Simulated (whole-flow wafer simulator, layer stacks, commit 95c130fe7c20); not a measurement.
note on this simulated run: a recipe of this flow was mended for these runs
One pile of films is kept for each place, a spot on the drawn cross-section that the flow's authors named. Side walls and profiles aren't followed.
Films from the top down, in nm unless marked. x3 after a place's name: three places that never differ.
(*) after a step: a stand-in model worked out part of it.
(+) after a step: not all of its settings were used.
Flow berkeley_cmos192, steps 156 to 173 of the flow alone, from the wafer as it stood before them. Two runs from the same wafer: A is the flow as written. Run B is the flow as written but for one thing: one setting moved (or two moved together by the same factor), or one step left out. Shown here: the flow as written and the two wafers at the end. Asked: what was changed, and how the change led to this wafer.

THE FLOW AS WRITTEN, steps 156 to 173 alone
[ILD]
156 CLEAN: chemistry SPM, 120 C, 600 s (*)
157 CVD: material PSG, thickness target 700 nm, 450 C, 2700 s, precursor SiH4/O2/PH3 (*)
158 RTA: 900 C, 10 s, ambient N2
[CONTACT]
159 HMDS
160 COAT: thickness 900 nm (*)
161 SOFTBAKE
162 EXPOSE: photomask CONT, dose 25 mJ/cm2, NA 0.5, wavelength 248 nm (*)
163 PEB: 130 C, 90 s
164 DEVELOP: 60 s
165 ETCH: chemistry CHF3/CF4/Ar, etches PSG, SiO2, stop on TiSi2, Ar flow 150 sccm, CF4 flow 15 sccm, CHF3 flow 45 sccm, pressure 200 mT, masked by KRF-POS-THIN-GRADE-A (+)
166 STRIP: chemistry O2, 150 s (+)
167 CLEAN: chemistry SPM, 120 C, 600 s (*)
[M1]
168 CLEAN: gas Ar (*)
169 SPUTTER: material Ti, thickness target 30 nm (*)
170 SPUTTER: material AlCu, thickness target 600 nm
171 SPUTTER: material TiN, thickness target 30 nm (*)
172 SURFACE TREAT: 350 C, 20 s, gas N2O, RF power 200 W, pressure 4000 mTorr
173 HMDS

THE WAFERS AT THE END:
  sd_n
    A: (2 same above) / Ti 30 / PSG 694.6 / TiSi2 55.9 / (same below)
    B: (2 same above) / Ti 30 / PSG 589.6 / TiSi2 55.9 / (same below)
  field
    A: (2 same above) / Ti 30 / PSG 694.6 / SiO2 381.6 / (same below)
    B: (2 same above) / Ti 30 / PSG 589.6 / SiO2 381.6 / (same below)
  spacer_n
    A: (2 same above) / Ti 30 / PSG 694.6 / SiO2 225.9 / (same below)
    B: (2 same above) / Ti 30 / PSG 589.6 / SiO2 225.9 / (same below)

The cause: step 157, CVD: thickness target 595 nm was run, where the flow has thickness target 700 nm; step 157, CVD: 2295 s was run, where the flow has 2700 s.

How the change led to this, step by step:
  157 CVD: material PSG, thickness target 700 nm, 450 C, 2700 s, precursor SiH4/O2/PH3 (*)
      field, sd_n, spacer_n, gate, spacer_p, gate_p, contact, m1: A PSG +700 (new film) | B PSG +595 (new film)
      sd_p: A PSG +668 (new film) | B PSG +569.1 (new film)
  165 ETCH: chemistry CHF3/CF4/Ar, etches PSG, SiO2, stop on TiSi2, Ar flow 150 sccm, CF4 flow 15 sccm, CHF3 flow 45 sccm, pressure 200 mT, masked by KRF-POS-THIN-GRADE-A (+)
      field, sd_n, spacer_n, gate, sd_p, spacer_p, gate_p, m1: A KrF-resist -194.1 | B KrF-resist -167.8
      contact: A PSG -700 (all of it), TiSi2 -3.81 | B PSG -595 (all of it), TiSi2 -3.81
  166 STRIP: chemistry O2, 150 s (+)
      field: A KrF-resist -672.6 (all of it) | B KrF-resist -697.5 (all of it)
      sd_n: A KrF-resist -784.4 (all of it) | B KrF-resist -810.1 (all of it)
      (and at 6 more places)
  169 SPUTTER: material Ti, thickness target 30 nm (*)
      contact: A Ti +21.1 (new film) | B Ti +22.3 (new film)
  170 SPUTTER: material AlCu, thickness target 600 nm
      contact: A AlCu +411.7 (new film) | B AlCu +438.8 (new film)
  171 SPUTTER: material TiN, thickness target 30 nm (*)
      contact: A TiN +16 (new film) | B TiN +17.6 (new film)
